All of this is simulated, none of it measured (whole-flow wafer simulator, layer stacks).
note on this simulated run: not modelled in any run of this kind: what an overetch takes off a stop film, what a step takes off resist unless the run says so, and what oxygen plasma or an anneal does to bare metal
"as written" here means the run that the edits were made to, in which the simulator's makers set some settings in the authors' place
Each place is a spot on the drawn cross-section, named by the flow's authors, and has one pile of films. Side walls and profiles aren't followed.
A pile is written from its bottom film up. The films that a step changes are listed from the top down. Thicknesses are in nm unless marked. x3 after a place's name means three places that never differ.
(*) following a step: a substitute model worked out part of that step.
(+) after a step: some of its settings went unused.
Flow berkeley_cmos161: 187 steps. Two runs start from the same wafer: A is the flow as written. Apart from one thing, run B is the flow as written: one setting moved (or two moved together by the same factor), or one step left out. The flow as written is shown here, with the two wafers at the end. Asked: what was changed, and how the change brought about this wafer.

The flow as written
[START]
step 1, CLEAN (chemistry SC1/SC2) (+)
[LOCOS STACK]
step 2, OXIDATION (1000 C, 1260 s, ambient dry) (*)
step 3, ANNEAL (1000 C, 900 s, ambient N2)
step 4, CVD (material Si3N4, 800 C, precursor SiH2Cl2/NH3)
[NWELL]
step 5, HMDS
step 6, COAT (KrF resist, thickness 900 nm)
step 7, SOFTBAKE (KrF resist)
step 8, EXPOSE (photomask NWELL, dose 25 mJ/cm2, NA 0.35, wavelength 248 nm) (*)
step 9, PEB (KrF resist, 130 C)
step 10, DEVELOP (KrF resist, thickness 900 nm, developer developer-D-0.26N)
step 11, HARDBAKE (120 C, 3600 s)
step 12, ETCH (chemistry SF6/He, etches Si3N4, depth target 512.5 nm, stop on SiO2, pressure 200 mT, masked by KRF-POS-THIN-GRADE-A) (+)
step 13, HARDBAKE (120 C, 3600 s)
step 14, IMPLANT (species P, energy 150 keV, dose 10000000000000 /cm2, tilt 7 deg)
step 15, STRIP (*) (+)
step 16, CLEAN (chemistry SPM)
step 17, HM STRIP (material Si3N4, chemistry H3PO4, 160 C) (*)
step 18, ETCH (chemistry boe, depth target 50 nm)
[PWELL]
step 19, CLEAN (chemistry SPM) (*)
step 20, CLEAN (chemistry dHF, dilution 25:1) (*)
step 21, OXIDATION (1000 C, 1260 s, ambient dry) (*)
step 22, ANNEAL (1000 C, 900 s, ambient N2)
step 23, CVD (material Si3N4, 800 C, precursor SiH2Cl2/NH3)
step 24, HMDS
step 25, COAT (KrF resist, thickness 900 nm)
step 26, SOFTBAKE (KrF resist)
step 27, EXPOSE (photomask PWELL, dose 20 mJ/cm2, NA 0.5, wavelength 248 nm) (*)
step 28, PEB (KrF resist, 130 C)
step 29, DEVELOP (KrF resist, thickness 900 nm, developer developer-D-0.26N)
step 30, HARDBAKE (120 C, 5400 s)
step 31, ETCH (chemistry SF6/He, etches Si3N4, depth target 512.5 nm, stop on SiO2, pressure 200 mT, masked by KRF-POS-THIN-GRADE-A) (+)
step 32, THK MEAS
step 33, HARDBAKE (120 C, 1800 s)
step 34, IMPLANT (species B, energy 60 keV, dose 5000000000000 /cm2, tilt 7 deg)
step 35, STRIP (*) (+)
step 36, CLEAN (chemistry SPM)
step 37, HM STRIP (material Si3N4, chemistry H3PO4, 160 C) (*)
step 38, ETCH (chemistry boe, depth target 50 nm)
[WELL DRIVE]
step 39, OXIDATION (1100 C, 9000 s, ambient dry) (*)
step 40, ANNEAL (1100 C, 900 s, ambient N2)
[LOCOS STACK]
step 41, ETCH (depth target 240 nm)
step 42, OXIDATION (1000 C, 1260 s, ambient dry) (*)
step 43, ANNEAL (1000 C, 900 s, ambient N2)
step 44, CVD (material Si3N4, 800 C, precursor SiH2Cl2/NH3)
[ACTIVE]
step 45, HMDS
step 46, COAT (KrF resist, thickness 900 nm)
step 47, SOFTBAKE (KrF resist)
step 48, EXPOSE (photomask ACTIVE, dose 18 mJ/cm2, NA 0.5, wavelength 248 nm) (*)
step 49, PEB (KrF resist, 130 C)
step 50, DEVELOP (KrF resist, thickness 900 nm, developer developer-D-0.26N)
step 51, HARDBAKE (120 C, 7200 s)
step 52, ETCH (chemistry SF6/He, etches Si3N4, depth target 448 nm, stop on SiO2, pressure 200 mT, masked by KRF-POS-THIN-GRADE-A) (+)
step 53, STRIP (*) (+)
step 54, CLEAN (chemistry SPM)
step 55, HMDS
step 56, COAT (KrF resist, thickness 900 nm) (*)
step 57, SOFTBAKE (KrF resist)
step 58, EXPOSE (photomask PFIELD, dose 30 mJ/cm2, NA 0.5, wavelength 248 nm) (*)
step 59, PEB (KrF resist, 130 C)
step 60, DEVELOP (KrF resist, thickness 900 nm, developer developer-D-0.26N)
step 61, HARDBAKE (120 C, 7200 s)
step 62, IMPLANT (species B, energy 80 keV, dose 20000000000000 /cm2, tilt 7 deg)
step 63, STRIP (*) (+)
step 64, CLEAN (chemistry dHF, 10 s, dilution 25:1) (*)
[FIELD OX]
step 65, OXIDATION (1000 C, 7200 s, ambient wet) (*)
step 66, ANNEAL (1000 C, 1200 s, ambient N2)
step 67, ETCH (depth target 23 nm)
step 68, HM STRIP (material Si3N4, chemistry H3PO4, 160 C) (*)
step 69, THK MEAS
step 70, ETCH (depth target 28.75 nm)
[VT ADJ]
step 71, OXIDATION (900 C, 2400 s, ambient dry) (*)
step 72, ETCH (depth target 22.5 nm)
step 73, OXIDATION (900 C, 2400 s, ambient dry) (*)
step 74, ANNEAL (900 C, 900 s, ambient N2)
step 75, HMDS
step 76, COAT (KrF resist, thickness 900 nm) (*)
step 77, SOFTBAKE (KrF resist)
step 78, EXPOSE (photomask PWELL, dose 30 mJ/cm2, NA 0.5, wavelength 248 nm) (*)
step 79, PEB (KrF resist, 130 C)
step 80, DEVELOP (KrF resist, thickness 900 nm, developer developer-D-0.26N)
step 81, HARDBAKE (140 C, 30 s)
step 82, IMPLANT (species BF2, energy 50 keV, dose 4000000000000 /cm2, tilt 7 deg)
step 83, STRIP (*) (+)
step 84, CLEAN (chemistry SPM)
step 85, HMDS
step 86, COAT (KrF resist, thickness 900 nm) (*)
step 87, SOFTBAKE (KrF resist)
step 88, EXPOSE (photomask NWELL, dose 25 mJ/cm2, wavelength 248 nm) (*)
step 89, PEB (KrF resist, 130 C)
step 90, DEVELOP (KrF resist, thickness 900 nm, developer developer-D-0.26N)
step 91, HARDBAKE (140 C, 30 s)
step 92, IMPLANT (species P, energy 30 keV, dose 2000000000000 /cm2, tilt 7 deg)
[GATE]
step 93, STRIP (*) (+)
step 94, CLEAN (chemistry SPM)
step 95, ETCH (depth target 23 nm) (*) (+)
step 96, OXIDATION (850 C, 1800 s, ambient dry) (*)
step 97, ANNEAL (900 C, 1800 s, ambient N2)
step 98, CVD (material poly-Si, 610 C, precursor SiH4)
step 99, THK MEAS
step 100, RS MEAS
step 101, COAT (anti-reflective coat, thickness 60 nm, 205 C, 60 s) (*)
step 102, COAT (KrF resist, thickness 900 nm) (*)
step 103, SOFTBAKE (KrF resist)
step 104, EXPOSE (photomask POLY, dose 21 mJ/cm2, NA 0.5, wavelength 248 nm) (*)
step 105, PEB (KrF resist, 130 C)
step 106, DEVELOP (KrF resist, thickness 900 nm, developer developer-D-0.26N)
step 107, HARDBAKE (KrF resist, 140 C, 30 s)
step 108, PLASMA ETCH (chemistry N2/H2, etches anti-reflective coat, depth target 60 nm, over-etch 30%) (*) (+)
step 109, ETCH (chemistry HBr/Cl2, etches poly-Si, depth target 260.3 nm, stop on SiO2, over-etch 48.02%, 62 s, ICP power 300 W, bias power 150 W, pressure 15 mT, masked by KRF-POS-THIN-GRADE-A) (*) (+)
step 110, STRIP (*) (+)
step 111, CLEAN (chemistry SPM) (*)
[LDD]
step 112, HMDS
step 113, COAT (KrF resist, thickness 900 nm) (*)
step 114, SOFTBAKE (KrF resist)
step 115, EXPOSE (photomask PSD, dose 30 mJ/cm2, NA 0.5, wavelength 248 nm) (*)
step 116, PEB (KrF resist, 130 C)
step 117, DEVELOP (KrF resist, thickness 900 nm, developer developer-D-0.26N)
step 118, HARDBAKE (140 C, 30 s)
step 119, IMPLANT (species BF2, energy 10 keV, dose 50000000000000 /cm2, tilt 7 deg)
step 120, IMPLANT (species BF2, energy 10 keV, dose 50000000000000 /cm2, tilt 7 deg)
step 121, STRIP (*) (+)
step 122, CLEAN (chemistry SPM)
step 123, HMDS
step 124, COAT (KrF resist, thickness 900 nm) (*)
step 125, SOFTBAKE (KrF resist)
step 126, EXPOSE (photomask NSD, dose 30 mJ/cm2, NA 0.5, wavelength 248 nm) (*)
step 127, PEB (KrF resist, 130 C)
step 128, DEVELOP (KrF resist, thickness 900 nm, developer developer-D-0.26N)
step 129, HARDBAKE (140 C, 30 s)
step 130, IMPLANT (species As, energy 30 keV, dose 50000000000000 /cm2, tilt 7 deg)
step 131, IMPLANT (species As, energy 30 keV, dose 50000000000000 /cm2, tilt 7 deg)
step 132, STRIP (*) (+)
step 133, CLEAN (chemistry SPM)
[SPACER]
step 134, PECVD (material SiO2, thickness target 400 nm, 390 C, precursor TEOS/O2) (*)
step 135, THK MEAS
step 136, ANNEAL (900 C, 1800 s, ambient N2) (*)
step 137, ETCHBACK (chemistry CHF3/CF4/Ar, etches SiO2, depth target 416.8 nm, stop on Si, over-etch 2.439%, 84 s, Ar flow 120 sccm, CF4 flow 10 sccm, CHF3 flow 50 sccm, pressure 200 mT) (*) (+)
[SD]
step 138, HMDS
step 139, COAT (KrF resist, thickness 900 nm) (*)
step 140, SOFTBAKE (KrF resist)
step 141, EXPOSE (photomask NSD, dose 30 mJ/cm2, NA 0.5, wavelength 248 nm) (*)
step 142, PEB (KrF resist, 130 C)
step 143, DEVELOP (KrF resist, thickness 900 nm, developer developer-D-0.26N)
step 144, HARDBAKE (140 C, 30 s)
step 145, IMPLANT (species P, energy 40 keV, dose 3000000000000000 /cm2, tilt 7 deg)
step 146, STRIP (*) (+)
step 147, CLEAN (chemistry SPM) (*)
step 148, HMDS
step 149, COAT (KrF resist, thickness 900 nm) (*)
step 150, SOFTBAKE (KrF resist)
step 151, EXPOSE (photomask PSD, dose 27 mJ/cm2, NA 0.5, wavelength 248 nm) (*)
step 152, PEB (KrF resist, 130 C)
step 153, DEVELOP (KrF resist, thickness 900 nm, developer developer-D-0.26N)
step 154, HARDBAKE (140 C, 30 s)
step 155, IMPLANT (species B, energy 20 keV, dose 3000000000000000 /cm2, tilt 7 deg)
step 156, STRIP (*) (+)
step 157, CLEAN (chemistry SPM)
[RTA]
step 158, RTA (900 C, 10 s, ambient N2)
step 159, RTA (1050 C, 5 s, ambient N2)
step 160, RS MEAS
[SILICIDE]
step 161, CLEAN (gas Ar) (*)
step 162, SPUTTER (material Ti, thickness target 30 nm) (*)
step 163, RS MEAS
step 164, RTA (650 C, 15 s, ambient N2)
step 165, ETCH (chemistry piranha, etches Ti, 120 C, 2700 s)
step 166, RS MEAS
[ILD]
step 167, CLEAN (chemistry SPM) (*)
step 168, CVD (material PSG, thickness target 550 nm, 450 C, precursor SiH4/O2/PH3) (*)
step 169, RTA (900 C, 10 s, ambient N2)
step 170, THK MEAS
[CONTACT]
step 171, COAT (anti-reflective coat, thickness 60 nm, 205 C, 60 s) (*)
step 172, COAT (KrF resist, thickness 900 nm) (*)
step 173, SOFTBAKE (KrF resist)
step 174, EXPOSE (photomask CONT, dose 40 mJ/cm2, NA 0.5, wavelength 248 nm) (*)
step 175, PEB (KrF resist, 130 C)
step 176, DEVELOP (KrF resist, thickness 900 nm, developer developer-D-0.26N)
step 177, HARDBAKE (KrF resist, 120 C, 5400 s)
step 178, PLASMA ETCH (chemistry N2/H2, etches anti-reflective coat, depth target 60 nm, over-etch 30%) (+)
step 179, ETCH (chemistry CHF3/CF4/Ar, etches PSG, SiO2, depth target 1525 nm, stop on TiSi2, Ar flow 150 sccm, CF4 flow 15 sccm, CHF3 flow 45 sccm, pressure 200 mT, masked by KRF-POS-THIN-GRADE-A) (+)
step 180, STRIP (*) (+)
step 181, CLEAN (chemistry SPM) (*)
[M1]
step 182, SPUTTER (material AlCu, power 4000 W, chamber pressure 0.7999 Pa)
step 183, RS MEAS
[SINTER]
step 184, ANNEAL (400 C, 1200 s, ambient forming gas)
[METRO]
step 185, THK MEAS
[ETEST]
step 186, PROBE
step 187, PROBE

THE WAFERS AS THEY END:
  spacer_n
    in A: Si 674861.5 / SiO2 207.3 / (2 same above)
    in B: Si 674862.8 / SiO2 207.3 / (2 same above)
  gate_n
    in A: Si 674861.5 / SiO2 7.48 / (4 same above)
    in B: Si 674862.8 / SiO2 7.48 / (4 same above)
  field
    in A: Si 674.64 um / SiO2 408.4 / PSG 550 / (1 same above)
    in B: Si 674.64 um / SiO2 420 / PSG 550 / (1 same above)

Cause: step 72, ETCH: depth target 10.87 nm was run, while the flow as written has depth target 22.5 nm.

How this came from the change, step by step:
  step 72, ETCH (depth target 22.5 nm)
      sd_n, spacer_n, gate_n, sd_p, spacer_p, gate_p, contact, m1: A -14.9 SiO2 (all of it) | B -10.9 SiO2
      field: A -22.5 SiO2 | B -10.9 SiO2
  step 73, OXIDATION (900 C, 2400 s, ambient dry) (*)
      sd_n, spacer_n, gate_n, sd_p, spacer_p, gate_p, contact, m1: A +14.9 SiO2 (new film), -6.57 Si | B +11.8 SiO2, -5.19 Si
  step 95, ETCH (depth target 23 nm) (*) (+)
      sd_n, spacer_n, gate_n, sd_p, spacer_p, gate_p, contact, m1: A -14.9 SiO2 (all of it) | B -15.9 SiO2 (all of it)
  step 101, COAT (anti-reflective coat, thickness 60 nm, 205 C, 60 s) (*)
      sd_n: A +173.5 anti-reflective coat (new film) | B +181.8 anti-reflective coat (new film)
      spacer_n: A +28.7 anti-reflective coat (new film) | B +26.8 anti-reflective coat (new film)
      (also at 4 further places)
  step 108, PLASMA ETCH (chemistry N2/H2, etches anti-reflective coat, depth target 60 nm, over-etch 30%) (*) (+)
      sd_n: A -173.5 anti-reflective coat (all of it), -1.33 poly-Si | B -181.8 anti-reflective coat (all of it), -1.4 poly-Si
      spacer_n: A -28.7 anti-reflective coat (all of it), -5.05 poly-Si | B -26.8 anti-reflective coat (all of it), -5.37 poly-Si
      (also at 2 further places)
  step 110, STRIP (*) (+)
      gate_n: A +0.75 chemical SiO2 (new film), -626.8 KrF resist (all of it), -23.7 anti-reflective coat (all of it), -0.33 poly-Si | B +0.75 chemical SiO2 (new film), -633.6 KrF resist (all of it), -21.8 anti-reflective coat (all of it), -0.33 poly-Si
      gate_p: A +0.75 chemical SiO2 (new film), -598.2 KrF resist (all of it), -27.9 anti-reflective coat (all of it), -0.33 poly-Si | B +0.75 chemical SiO2 (new film), -602.2 KrF resist (all of it), -26.9 anti-reflective coat (all of it), -0.33 poly-Si
  step 171, COAT (anti-reflective coat, thickness 60 nm, 205 C, 60 s) (*)
      sd_n: A +149.7 anti-reflective coat (new film) | B +158.1 anti-reflective coat (new film)
      m1: A +97.8 anti-reflective coat (new film) | B +100.3 anti-reflective coat (new film)
  step 180, STRIP (*) (+)
      sd_n: A -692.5 KrF resist (all of it), -149.7 anti-reflective coat (all of it) | B -690.6 KrF resist (all of it), -158.1 anti-reflective coat (all of it)
      m1: A -739.9 KrF resist (all of it), -97.8 anti-reflective coat (all of it) | B -743.6 KrF resist (all of it), -100.3 anti-reflective coat (all of it)
